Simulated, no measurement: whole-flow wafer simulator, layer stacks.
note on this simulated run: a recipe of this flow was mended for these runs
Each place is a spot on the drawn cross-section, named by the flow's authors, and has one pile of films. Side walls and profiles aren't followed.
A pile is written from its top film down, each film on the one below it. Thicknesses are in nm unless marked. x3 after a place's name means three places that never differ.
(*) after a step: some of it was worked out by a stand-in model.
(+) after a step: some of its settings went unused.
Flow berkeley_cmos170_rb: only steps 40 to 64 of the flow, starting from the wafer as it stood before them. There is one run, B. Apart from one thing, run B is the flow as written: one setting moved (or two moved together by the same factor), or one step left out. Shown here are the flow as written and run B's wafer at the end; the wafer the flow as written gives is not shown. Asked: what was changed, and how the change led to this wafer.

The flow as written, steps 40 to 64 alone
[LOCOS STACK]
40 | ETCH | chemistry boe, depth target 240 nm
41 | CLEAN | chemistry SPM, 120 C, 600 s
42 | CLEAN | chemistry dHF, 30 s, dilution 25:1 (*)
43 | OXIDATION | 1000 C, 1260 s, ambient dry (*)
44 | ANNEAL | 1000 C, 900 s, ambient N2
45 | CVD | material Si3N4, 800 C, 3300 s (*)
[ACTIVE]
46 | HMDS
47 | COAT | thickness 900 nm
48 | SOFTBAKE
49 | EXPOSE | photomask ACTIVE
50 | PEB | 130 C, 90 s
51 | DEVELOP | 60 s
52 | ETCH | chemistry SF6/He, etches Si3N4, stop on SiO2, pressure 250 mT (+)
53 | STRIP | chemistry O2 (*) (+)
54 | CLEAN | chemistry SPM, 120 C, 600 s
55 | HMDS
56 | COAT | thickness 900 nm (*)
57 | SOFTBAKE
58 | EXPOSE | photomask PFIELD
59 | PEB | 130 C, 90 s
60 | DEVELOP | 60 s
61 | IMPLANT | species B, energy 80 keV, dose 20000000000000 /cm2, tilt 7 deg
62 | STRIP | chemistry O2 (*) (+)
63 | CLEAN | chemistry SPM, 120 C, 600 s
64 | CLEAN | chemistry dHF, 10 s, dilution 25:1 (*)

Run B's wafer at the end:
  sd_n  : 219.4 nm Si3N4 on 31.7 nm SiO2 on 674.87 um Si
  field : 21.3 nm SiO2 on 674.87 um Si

What caused this: step 43, OXIDATION: 1748 s was run, while the flow as written has 1260 s.

Step by step, how the change led to this:
  43 | OXIDATION | 1000 C, 1260 s, ambient dry (*)
      field, sd_n, spacer_n and 6 more: SiO2 gains 31.7 (new film), Si loses 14 (as written it would have been: SiO2 gains 26.6 (new film), Si loses 11.7)
